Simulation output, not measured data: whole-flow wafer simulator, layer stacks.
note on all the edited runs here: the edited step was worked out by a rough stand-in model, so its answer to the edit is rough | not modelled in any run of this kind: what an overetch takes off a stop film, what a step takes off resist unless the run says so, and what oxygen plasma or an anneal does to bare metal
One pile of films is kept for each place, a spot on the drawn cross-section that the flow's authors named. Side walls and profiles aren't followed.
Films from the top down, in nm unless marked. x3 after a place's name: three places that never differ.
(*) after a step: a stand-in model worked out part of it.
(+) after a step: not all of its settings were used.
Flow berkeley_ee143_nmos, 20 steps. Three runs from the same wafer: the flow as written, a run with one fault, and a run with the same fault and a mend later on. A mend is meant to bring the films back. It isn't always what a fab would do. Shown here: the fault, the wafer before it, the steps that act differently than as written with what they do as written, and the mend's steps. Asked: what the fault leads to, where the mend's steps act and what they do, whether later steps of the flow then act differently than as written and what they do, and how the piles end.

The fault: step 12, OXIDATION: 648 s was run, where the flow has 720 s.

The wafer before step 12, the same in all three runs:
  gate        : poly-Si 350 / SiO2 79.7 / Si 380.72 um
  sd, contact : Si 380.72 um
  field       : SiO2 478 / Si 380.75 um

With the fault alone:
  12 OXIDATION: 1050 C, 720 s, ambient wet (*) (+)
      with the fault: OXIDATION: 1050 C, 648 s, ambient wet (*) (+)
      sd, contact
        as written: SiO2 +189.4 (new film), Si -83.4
        with the fault: SiO2 +175.6 (new film), Si -77.3
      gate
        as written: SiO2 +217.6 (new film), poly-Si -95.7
        with the fault: SiO2 +203 (new film), poly-Si -89.3
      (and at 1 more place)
  Later steps of the flow that act differently than as written:
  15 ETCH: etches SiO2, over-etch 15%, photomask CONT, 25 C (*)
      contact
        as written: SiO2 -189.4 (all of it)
        with the fault: SiO2 -175.6 (all of it)
  At the end the piles differ from the flow's by more than 2% or 0.5 nm, whichever is larger, at gate, sd.
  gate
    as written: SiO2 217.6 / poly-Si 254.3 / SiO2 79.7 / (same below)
    with the fault: SiO2 203 / poly-Si 260.7 / SiO2 79.7 / (same below)
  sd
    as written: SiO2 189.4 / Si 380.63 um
    with the fault: SiO2 175.6 / Si 380.64 um

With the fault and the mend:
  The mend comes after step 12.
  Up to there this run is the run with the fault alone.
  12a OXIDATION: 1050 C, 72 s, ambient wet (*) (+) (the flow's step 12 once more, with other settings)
      sd, contact
        SiO2 +13.8, Si -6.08
      gate
        SiO2 +14.6, poly-Si -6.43
      field
        SiO2 +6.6, Si -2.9
  No later step of the flow acts differently than as written at any place that is followed.
  At the end the piles are the same as the flow's at every place that both follow.
